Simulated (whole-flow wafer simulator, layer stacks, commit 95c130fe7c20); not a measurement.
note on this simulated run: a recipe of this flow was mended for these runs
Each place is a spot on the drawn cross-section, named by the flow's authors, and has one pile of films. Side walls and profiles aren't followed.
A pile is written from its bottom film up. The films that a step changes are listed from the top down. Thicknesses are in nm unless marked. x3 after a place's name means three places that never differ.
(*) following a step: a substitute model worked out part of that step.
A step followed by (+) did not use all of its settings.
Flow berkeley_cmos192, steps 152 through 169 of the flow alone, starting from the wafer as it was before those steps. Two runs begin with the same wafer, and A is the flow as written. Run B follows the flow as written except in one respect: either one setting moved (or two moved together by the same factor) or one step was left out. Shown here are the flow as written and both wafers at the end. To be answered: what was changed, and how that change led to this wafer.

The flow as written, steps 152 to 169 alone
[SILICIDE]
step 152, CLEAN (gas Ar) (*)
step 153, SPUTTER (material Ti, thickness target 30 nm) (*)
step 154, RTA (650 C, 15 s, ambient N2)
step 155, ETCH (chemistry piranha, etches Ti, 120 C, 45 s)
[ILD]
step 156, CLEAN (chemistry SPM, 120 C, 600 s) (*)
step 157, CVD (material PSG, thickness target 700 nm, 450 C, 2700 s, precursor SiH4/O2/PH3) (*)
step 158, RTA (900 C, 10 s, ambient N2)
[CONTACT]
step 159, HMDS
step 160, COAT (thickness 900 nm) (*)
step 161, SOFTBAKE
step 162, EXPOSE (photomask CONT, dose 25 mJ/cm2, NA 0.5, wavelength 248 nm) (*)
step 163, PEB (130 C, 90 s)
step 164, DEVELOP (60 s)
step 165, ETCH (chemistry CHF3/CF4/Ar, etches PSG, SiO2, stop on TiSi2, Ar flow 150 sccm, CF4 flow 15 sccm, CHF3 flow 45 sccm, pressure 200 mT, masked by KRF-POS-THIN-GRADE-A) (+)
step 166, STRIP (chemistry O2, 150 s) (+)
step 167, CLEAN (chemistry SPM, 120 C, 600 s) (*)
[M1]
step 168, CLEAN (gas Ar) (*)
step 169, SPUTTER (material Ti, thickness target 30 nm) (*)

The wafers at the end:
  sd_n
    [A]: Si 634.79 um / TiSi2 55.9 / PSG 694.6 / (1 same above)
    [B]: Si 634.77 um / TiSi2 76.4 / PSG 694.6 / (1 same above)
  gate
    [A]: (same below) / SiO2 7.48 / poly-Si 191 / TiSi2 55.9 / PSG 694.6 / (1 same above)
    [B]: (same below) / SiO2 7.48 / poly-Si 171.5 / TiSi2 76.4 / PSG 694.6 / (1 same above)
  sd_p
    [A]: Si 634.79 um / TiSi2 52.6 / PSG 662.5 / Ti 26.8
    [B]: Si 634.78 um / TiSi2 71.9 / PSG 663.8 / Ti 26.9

Cause: step 153, SPUTTER: thickness target 41 nm was run, whereas the flow has thickness target 30 nm; step 155, ETCH: 61 s was run, where the flow has 45 s.

The path from the change to this, step by step:
  step 153, SPUTTER (material Ti, thickness target 30 nm) (*)
      field, sd_n, spacer_n, gate, spacer_p, gate_p, contact, m1: A Ti gains 30 (new film) | B Ti gains 41 (new film)
      sd_p: A Ti gains 28.2 (new film) | B Ti gains 38.6 (new film)
  step 154, RTA (650 C, 15 s, ambient N2)
      sd_n, contact, m1: A Ti loses 23.4, TiSi first gains 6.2 (new film), TiSi2 C49 gains 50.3 (new film), Si loses 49 | B Ti loses 32, TiSi first gains 30.8 (new film), TiSi2 C49 gains 35.6 (new film), Si loses 52.2
      gate, gate_p: A Ti loses 23.4, TiSi first gains 6.2 (new film), TiSi2 C49 gains 50.3 (new film), poly-Si loses 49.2 | B Ti loses 32, TiSi first gains 30.8 (new film), TiSi2 C49 gains 35.6 (new film), poly-Si loses 52.4
      (also at 1 further place)
  step 155, ETCH (chemistry piranha, etches Ti, 120 C, 45 s)
      sd_n, gate, gate_p, contact, m1: A Ti loses 6.6 (all of it), TiSi first loses 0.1 | B Ti loses 9.02 (all of it), TiSi first loses 0.14
      field, spacer_n, spacer_p: A Ti loses 30 (all of it) | B Ti loses 41 (all of it)
      (also at 1 further place)
  step 158, RTA (900 C, 10 s, ambient N2)
      sd_n, contact, m1: A under 1 film: TiSi2 gains 55.9 (new film), TiSi first loses 6.09 (all of it), TiSi2 C49 loses 50.3 (all of it), Si loses 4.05 | B under 1 film: TiSi2 gains 76.4 (new film), TiSi first loses 30.6 (all of it), TiSi2 C49 loses 35.6 (all of it), Si loses 20.3
      gate, gate_p: A under 1 film: TiSi2 gains 55.9 (new film), TiSi first loses 6.09 (all of it), TiSi2 C49 loses 50.3 (all of it), poly-Si loses 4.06 | B under 1 film: TiSi2 gains 76.4 (new film), TiSi first loses 30.6 (all of it), TiSi2 C49 loses 35.6 (all of it), poly-Si loses 20.4
      (also at 1 further place)
